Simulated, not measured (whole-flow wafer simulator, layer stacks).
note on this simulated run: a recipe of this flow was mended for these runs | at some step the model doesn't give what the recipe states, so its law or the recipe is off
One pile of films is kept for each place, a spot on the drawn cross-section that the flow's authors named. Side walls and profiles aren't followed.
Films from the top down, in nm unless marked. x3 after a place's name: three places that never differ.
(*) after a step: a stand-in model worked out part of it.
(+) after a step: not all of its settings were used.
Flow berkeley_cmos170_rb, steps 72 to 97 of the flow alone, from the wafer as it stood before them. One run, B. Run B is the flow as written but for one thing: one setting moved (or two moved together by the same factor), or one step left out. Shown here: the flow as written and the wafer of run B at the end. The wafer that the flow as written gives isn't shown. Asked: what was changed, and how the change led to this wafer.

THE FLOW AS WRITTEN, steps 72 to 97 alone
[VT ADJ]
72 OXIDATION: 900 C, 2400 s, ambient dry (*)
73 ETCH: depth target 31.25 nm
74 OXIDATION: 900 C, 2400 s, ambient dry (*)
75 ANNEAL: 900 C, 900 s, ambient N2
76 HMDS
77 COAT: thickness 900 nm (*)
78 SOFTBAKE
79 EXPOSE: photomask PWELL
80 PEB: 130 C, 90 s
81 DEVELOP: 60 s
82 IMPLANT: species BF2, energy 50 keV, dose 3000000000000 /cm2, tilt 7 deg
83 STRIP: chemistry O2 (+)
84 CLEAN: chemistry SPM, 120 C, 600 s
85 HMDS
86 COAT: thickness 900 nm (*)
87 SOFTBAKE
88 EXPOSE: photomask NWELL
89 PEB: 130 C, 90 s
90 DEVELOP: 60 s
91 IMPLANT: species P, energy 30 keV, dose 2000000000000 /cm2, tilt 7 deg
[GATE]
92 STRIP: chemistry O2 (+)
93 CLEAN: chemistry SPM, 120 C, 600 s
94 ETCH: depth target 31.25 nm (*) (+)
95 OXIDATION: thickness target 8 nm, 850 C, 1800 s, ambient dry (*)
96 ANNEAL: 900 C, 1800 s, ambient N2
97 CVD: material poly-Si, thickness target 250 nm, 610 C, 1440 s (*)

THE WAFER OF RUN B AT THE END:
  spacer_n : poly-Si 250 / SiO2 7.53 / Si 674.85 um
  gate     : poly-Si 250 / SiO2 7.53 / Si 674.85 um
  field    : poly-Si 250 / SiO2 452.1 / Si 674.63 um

The cause: step 73, ETCH: depth target 10.94 nm was run, where the flow has depth target 31.25 nm.

How the change led to this, step by step:
  73 ETCH: depth target 31.25 nm
      sd_n, spacer_n, gate, sd_p, spacer_p, gate_p, contact, m1: SiO2 -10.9 (as written it would be: SiO2 -15 (all of it))
      field: SiO2 -10.9 (as written it would be: SiO2 -31.2)
  74 OXIDATION: 900 C, 2400 s, ambient dry (*)
      sd_n, spacer_n, gate, sd_p, spacer_p, gate_p, contact, m1: SiO2 +11.9, Si -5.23 (as written it would be: SiO2 +15 (new film), Si -6.62)
  94 ETCH: depth target 31.25 nm (*) (+)
      sd_n, spacer_n, gate, sd_p, spacer_p, gate_p, contact, m1: SiO2 -16 (all of it) (as written it would be: SiO2 -15 (all of it))
